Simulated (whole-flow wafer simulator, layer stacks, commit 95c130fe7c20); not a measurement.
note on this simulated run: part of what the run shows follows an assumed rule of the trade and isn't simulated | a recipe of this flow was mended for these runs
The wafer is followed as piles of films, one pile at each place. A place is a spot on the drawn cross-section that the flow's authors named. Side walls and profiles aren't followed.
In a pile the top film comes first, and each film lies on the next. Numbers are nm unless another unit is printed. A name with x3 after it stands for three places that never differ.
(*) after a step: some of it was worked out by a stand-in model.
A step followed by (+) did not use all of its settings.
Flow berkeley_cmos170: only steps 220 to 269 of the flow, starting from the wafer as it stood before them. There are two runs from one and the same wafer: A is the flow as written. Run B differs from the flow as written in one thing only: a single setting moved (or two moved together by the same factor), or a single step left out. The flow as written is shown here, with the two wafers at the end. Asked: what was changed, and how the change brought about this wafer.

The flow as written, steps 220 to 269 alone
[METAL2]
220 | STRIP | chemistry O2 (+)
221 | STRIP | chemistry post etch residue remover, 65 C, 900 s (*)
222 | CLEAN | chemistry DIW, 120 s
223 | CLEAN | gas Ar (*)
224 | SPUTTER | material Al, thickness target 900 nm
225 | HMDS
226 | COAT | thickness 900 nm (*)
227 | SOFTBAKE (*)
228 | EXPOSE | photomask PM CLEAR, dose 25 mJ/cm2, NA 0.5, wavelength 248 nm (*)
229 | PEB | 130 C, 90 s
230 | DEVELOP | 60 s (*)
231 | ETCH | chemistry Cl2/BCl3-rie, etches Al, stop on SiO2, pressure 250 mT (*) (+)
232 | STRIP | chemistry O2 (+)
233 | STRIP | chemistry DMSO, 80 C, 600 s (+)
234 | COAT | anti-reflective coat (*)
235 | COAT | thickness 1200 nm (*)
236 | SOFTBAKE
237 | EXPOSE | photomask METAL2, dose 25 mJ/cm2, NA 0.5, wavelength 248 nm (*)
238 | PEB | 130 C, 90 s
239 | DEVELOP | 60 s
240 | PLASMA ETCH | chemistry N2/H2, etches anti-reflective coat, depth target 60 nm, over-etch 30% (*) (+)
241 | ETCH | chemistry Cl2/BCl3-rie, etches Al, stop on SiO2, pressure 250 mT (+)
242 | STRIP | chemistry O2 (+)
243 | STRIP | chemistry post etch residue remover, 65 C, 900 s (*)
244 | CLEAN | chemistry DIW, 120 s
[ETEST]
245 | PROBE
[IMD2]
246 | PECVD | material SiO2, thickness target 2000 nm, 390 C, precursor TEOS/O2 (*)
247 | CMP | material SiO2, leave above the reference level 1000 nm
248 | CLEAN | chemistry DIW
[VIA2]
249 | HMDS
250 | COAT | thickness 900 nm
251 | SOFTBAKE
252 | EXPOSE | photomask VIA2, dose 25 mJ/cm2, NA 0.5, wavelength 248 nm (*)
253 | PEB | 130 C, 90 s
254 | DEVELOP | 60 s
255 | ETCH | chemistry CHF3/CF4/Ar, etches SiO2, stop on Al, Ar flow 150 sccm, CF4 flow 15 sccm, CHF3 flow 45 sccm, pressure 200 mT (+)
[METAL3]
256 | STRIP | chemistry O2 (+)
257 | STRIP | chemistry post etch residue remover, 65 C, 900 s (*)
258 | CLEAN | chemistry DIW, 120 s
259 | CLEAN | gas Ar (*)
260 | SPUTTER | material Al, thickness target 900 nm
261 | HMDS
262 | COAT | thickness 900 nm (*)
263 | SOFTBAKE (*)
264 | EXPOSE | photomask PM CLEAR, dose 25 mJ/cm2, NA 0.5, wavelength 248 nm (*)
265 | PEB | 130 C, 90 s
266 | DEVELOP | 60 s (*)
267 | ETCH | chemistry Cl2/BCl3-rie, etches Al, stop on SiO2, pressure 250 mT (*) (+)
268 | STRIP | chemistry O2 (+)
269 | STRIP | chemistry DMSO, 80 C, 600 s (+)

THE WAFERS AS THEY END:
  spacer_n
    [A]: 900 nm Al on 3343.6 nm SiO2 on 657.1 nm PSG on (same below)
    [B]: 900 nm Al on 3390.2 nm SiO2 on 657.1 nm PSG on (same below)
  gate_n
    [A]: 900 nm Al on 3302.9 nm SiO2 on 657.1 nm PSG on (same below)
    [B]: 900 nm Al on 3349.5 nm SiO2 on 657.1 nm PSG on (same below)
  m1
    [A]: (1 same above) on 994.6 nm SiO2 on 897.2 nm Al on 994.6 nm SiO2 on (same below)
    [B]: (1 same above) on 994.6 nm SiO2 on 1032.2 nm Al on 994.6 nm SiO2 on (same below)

Cause: step 224, SPUTTER: thickness target 1035 nm was run, though the flow has thickness target 900 nm.

How this came from the change, step by step:
  224 | SPUTTER | material Al, thickness target 900 nm
      field, mark, sd_n and 9 more: A Al gains 900 (new film) | B Al gains 1035 (new film)
      via1: A Al gains 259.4 | B Al gains 277.6
  226 | COAT | thickness 900 nm (*)
      via1: A KrF-resist gains 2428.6 (new film) | B KrF-resist gains 2539.7 (new film)
  229 | PEB | 130 C, 90 s
      via1: A KrF-resist loses 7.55 | B KrF-resist loses 8.4
  231 | ETCH | chemistry Cl2/BCl3-rie, etches Al, stop on SiO2, pressure 250 mT (*) (+)
      field, sd_n, spacer_n and 9 more: A KrF-resist loses 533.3 | B KrF-resist loses 600.8
      mark: A Al loses 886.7 (all of it), SiO2 loses 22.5 | B Al loses 1021.7 (all of it), SiO2 loses 22.5
  232 | STRIP | chemistry O2 (+)
      field, gate_n: A KrF-resist loses 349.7 (all of it) | B KrF-resist loses 282.2 (all of it)
      spacer_p, gate_p: A KrF-resist loses 349.4 (all of it) | B KrF-resist loses 281.9 (all of it)
      (as well as at 8 more places)
  234 | COAT | anti-reflective coat (*)
      via1: A anti-reflective coat gains 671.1 (new film) | B anti-reflective coat gains 726.9 (new film)
  235 | COAT | thickness 1200 nm (*)
      m1: A KrF-resist gains 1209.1 (new film) | B KrF-resist gains 1179.4 (new film)
  241 | ETCH | chemistry Cl2/BCl3-rie, etches Al, stop on SiO2, pressure 250 mT (+)
      field, sd_n, spacer_n, gate_n, sd_p, spacer_p, gate_p: A Al loses 900 (all of it), SiO2 loses 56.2 | B Al loses 1035 (all of it), SiO2 loses 56.2
      contact, m1, via1, m2, via2: A KrF-resist loses 675 | B KrF-resist loses 742.5
      (as well as at 1 more place)
  242 | STRIP | chemistry O2 (+)
      contact: A KrF-resist loses 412 (all of it), anti-reflective coat loses 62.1 (all of it) | B KrF-resist loses 337.4 (all of it), anti-reflective coat loses 62.1 (all of it)
      m1: A KrF-resist loses 433.1 (all of it), anti-reflective coat loses 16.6 (all of it) | B KrF-resist loses 336 (all of it), anti-reflective coat loses 16.7 (all of it)
      (as well as at 3 more places)
  246 | PECVD | material SiO2, thickness target 2000 nm, 390 C, precursor TEOS/O2 (*)
      via1: A SiO2 gains 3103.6 (new film), void gains 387 (new film), SiO2 gains 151 (new film) | B SiO2 gains 2303 (new film), void gains 1330.6 (new film), SiO2 gains 124.9 (new film)
  247 | CMP | material SiO2, leave above the reference level 1000 nm
      field, sd_n, spacer_n, gate_n, sd_p, spacer_p, gate_p: A SiO2 loses 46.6 | B nothing
  250 | COAT | thickness 900 nm
      sd_n: A KrF-resist gains 900 (new film) | B KrF-resist gains 932.8 (new film)
      contact: A KrF-resist gains 900 (new film) | B KrF-resist gains 862.7 (new film)
      (as well as at 4 more places)
  254 | DEVELOP | 60 s
      via2: A KrF-resist loses 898 (all of it) | B KrF-resist loses 860.1 (all of it)
  256 | STRIP | chemistry O2 (+)
      sd_n: A KrF-resist loses 607.6 (all of it) | B KrF-resist loses 640.4 (all of it)
      contact: A KrF-resist loses 607.6 (all of it) | B KrF-resist loses 570.4 (all of it)
      (as well as at 3 more places)
  262 | COAT | thickness 900 nm (*)
      sd_n: A KrF-resist gains 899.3 (new film) | B KrF-resist gains 929.8 (new film)
      contact: A KrF-resist gains 898.4 (new film) | B KrF-resist gains 859.4 (new film)
      (as well as at 3 more places)
  268 | STRIP | chemistry O2 (+)
      sd_n: A KrF-resist loses 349 (all of it) | B KrF-resist loses 379.5 (all of it)
      contact: A KrF-resist loses 348.1 (all of it) | B KrF-resist loses 309.2 (all of it)
      (as well as at 4 more places)
